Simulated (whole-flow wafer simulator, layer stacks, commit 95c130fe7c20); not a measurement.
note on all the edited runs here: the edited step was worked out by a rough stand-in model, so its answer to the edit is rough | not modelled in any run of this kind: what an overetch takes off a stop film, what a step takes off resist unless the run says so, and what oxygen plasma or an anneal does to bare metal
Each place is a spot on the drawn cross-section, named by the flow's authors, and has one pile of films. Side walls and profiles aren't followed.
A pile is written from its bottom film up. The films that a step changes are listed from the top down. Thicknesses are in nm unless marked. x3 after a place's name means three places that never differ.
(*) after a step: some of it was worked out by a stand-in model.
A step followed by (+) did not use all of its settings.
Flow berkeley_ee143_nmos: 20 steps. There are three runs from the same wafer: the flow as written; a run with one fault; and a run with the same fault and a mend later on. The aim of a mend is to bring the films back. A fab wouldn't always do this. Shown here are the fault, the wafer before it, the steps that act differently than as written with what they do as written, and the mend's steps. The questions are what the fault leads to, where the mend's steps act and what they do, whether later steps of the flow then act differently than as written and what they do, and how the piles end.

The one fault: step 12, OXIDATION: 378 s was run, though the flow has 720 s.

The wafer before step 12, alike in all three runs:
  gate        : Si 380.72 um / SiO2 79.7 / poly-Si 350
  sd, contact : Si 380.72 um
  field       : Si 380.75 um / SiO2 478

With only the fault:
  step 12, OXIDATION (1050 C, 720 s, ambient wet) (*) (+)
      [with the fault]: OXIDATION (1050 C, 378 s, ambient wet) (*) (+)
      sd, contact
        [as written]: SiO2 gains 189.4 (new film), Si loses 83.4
        [with the fault]: SiO2 gains 117.5 (new film), Si loses 51.7
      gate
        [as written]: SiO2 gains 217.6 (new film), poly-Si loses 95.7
        [with the fault]: SiO2 gains 140.4 (new film), poly-Si loses 61.8
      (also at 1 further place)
  Steps later in the flow that act otherwise than as written:
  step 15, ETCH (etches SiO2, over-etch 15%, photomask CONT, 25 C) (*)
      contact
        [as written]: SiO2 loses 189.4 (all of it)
        [with the fault]: SiO2 loses 117.5 (all of it)
  At gate, sd, field, the piles at the end differ from the flow's by more than 2% or 0.5 nm, whichever is larger.
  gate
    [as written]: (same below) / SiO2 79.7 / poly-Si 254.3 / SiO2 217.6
    [with the fault]: (same below) / SiO2 79.7 / poly-Si 288.2 / SiO2 140.4
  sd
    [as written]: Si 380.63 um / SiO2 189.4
    [with the fault]: Si 380.66 um / SiO2 117.5
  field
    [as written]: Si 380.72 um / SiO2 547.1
    [with the fault]: Si 380.73 um / SiO2 515.2

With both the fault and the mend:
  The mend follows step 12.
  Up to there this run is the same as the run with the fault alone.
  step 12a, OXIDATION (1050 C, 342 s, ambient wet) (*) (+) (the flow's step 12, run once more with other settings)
      sd, contact
        SiO2 gains 72, Si loses 31.7
      gate
        SiO2 gains 77.2, poly-Si loses 34
      field
        SiO2 gains 31.9, Si loses 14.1
  None of the later steps of the flow acts differently than as written at any place that is followed.
  By the end, the piles equal the flow's at every place that both follow.
